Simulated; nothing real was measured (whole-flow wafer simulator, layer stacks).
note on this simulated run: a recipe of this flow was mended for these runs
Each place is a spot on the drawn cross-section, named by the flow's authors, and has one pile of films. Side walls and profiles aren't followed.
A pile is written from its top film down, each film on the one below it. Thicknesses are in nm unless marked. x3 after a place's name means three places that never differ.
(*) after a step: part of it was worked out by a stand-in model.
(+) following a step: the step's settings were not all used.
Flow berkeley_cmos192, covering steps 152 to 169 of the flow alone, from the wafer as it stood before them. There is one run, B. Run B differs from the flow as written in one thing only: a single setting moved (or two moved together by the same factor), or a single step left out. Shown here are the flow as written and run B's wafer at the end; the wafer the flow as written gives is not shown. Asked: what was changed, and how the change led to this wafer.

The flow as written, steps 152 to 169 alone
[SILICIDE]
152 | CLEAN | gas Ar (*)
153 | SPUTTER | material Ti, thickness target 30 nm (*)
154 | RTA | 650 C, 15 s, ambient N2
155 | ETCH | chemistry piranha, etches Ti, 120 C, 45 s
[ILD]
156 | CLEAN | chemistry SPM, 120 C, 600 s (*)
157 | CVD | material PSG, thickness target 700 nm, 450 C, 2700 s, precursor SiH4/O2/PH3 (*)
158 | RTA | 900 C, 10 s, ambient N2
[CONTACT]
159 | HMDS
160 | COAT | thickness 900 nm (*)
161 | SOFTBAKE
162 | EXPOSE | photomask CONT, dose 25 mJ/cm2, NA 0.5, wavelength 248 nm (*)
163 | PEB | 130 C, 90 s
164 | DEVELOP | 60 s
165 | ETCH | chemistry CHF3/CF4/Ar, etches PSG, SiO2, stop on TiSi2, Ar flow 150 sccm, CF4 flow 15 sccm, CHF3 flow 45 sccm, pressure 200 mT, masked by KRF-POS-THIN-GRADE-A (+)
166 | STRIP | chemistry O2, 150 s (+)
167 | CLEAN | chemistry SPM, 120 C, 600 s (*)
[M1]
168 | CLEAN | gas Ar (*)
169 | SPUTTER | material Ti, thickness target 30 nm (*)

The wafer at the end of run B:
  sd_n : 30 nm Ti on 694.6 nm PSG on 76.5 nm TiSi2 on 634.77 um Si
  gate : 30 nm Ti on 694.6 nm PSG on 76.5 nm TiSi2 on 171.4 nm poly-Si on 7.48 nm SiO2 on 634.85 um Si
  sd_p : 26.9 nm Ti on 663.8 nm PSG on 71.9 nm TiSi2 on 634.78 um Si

What caused this: step 153, SPUTTER: thickness target 41 nm was run, while the flow as written has thickness target 30 nm.

The path from the change to this, step by step:
  153 | SPUTTER | material Ti, thickness target 30 nm (*)
      field, sd_n, spacer_n, gate, spacer_p, gate_p, contact, m1: +41 Ti (new film) (as written it would have been: +30 Ti (new film))
      sd_p: +38.6 Ti (new film) (as written it would have been: +28.2 Ti (new film))
  154 | RTA | 650 C, 15 s, ambient N2
      sd_n, contact, m1: -32 Ti, +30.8 TiSi first (new film), +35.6 TiSi2 C49 (new film), -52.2 Si (as written it would have been: -23.4 Ti, +6.2 TiSi first (new film), +50.3 TiSi2 C49 (new film), -49 Si)
      gate, gate_p: -32 Ti, +30.8 TiSi first (new film), +35.6 TiSi2 C49 (new film), -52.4 poly-Si (as written it would have been: -23.4 Ti, +6.2 TiSi first (new film), +50.3 TiSi2 C49 (new film), -49.2 poly-Si)
      (as well as at 1 more place)
  155 | ETCH | chemistry piranha, etches Ti, 120 C, 45 s
      sd_n, gate, gate_p, contact, m1: -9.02 Ti (all of it), -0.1 TiSi first (as written it would have been: -6.6 Ti (all of it), -0.1 TiSi first)
      field, spacer_n, spacer_p: -41 Ti (all of it) (as written it would have been: -30 Ti (all of it))
      (as well as at 1 more place)
  158 | RTA | 900 C, 10 s, ambient N2
      sd_n, contact, m1: under 1 film: +76.5 TiSi2 (new film), -30.7 TiSi first (all of it), -35.6 TiSi2 C49 (all of it), -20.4 Si (as written it would have been: under 1 film: +55.9 TiSi2 (new film), -6.09 TiSi first (all of it), -50.3 TiSi2 C49 (all of it), -4.05 Si)
      gate, gate_p: under 1 film: +76.5 TiSi2 (new film), -30.7 TiSi first (all of it), -35.6 TiSi2 C49 (all of it), -20.4 poly-Si (as written it would have been: under 1 film: +55.9 TiSi2 (new film), -6.09 TiSi first (all of it), -50.3 TiSi2 C49 (all of it), -4.06 poly-Si)
      (as well as at 1 more place)
